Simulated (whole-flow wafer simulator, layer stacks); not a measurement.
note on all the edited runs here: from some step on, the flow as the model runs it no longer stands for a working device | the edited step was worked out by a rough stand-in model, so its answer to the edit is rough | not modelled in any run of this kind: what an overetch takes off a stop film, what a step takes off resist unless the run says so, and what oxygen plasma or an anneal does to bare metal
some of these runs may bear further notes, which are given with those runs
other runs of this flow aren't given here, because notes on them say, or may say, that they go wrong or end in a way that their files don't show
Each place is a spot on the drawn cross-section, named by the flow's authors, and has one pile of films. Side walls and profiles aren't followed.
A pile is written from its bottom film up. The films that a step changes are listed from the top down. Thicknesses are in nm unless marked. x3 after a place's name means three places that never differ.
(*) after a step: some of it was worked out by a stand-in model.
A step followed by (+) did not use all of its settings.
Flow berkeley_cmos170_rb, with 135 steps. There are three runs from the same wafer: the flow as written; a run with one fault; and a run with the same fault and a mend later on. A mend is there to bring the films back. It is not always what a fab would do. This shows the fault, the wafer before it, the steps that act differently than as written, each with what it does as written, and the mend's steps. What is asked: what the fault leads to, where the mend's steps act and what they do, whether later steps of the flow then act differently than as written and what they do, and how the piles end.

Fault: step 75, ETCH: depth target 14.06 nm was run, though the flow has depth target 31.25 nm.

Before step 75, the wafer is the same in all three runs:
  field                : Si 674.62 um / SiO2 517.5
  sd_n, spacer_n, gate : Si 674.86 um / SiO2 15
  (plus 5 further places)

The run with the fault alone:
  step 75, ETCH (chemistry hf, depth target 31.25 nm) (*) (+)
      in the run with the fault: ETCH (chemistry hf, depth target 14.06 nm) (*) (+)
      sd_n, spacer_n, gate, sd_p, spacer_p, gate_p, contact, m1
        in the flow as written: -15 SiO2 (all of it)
        in the run with the fault: -14.1 SiO2
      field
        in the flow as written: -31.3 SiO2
        in the run with the fault: -14.1 SiO2
  Steps later in the flow that act otherwise than as written (not shown: 22 more steps that differ only slightly, by at most 2% or 0.5 nm, whichever is larger):
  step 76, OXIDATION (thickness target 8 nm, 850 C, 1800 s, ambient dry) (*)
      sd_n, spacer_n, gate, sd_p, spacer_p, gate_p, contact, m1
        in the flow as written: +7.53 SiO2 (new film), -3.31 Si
        in the run with the fault: +6.55 SiO2, -2.88 Si
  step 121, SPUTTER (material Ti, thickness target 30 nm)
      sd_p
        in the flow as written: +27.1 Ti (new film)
        in the run with the fault: +25.5 Ti (new film)
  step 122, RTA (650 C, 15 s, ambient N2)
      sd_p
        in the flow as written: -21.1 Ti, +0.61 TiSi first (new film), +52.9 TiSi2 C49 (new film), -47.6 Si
        in the run with the fault: -19.9 Ti, +50.6 TiSi2 C49 (new film), -45.2 Si
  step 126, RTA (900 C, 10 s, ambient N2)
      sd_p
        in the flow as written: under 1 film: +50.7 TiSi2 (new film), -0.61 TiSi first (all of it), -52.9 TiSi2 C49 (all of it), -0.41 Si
        in the run with the fault: under 1 film: +47.6 TiSi2 (new film), -50.6 TiSi2 C49 (all of it)
  At sd_p, the piles at the end differ from the flow's by more than 2% or 0.5 nm, whichever is larger.
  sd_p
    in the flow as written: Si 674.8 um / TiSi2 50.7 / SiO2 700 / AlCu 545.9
    in the run with the fault: Si 674.81 um / TiSi2 47.6 / SiO2 700 / AlCu 541.4

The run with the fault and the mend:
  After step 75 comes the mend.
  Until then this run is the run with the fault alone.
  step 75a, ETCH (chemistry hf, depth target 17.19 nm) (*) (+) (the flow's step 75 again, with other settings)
      sd_n, spacer_n, gate, sd_p, spacer_p, gate_p, contact, m1
        -0.98 SiO2 (all of it)
      field
        -17.2 SiO2
  None of the later steps of the flow differs from how it acts as written, at any place that is followed, by more than 2% or 0.5 nm, whichever is larger.
  By the end, the piles equal the flow's at every place that both follow.
